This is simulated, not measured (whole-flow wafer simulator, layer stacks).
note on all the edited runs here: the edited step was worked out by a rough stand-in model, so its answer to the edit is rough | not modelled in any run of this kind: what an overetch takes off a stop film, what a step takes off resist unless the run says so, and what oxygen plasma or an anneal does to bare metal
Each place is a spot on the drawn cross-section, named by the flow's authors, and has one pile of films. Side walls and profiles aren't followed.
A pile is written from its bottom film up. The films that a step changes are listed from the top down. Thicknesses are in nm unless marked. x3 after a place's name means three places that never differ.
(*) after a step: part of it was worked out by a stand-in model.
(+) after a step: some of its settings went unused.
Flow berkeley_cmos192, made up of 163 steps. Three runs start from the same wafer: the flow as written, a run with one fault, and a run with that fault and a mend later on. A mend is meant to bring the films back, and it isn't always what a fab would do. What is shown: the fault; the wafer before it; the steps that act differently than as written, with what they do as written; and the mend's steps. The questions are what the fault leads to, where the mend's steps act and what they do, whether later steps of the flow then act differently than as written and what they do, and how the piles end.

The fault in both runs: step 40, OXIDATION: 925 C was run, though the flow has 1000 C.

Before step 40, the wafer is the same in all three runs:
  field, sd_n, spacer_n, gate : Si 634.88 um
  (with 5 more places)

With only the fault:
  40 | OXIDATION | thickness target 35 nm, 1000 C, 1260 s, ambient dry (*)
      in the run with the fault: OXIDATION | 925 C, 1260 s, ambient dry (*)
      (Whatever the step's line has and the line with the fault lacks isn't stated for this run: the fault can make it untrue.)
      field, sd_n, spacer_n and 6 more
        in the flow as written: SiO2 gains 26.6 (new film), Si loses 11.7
        in the run with the fault: SiO2 gains 12.6 (new film), Si loses 5.55
  Later steps of the flow acting differently than as written (43 other steps are not shown; they differ only slightly, by no more than 2% or 0.5 nm, whichever is larger):
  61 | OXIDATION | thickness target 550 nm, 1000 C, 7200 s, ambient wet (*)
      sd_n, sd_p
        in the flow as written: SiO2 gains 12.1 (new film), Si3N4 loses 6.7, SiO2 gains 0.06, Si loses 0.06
        in the run with the fault: SiO2 gains 12.1 (new film), Si3N4 loses 6.7
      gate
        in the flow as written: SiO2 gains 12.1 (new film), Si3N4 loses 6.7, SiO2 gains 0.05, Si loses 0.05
        in the run with the fault: SiO2 gains 12.1 (new film), Si3N4 loses 6.7
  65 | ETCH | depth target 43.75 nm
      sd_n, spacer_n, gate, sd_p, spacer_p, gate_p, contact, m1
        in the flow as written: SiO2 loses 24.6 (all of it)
        in the run with the fault: SiO2 loses 10.6 (all of it)
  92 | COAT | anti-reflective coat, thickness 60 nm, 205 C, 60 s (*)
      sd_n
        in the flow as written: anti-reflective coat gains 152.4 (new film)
        in the run with the fault: anti-reflective coat gains 146.3 (new film)
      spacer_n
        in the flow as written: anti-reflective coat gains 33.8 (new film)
        in the run with the fault: anti-reflective coat gains 36 (new film)
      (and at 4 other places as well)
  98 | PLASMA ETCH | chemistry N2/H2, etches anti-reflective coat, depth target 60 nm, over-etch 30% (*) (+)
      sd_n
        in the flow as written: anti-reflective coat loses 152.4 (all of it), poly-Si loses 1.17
        in the run with the fault: anti-reflective coat loses 146.3 (all of it), poly-Si loses 1.13
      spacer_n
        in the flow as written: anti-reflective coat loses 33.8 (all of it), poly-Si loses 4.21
        in the run with the fault: anti-reflective coat loses 36 (all of it), poly-Si loses 3.95
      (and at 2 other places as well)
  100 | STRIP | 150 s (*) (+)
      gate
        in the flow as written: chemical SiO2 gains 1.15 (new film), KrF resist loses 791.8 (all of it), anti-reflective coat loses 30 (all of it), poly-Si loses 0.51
        in the run with the fault: chemical SiO2 gains 1.15 (new film), KrF resist loses 784.5 (all of it), anti-reflective coat loses 32.4 (all of it), poly-Si loses 0.51
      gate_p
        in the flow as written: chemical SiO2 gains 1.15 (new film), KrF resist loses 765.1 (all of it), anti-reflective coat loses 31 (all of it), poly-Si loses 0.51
        in the run with the fault: chemical SiO2 gains 1.15 (new film), KrF resist loses 760.2 (all of it), anti-reflective coat loses 32.8 (all of it), poly-Si loses 0.51
  At the end the piles are close to the flow's at the places that both follow, differing by at most 2% or 0.5 nm, whichever is larger.

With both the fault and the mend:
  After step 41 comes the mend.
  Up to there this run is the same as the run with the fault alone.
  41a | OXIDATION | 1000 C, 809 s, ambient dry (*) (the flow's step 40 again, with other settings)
      field, sd_n, spacer_n and 6 more
        SiO2 gains 13.9, Si loses 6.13
  Later steps of the flow that are run all act as written at every place that is followed.
  The piles end the same as the flow's at every place that both follow.
